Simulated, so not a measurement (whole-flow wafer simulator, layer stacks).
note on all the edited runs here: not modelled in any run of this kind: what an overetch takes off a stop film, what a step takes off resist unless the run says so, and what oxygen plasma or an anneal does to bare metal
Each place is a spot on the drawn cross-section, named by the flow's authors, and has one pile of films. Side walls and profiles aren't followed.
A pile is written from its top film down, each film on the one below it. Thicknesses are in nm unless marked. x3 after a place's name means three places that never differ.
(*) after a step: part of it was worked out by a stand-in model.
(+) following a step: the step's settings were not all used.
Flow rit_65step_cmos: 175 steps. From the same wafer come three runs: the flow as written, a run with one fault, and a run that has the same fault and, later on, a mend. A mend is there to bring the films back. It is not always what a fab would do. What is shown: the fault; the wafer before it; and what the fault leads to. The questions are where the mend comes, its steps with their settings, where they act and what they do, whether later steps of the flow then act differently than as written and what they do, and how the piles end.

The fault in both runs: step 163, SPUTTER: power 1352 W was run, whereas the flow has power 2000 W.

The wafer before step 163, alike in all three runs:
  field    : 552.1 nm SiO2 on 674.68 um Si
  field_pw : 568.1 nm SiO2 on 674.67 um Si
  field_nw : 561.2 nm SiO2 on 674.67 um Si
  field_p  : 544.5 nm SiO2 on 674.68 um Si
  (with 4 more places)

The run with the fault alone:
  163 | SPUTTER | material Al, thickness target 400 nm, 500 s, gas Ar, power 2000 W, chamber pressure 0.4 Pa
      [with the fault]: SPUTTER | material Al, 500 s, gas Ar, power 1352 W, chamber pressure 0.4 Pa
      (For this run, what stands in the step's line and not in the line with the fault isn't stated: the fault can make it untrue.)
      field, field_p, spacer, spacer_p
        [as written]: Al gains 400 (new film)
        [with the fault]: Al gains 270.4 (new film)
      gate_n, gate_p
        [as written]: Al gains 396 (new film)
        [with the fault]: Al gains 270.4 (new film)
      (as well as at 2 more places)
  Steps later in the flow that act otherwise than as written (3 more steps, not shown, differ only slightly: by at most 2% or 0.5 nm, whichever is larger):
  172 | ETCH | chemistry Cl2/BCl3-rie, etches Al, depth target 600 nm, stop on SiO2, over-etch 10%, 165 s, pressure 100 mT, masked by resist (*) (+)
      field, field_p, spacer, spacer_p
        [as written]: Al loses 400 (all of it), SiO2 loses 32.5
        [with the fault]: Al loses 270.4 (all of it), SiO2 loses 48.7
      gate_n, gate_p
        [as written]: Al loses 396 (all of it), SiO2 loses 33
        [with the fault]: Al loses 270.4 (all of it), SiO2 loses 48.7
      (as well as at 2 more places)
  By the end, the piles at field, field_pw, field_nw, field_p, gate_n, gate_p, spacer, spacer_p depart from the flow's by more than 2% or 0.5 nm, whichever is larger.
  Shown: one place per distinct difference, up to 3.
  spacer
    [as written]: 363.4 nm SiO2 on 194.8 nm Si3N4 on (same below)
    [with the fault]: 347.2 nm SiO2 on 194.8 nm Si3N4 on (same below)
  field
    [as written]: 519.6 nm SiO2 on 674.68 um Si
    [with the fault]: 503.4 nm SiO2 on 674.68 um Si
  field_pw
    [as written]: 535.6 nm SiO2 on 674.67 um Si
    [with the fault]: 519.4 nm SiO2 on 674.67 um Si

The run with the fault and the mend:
  After step 164 comes the mend.
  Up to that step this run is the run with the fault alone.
  164a | ETCH | chemistry al pan, depth target 311.8 nm
      field, field_p, gate_n, gate_p, spacer, spacer_p
        Al loses 270.4 (all of it)
      field_pw, field_nw
        Al loses 270.2 (all of it)
  164b | SPUTTER | material Al, thickness target 400 nm, 500 s, gas Ar, power 2000 W, chamber pressure 0.4 Pa (the flow's step 163 again)
      field, field_pw, field_p, spacer, spacer_p
        Al gains 400 (new film)
      gate_n, gate_p
        Al gains 396 (new film)
      field_nw
        Al gains 397.2 (new film)
  Later steps of the flow that are run all act as written at every place that is followed.
  At every place that both follow, the piles at the end match the flow's.
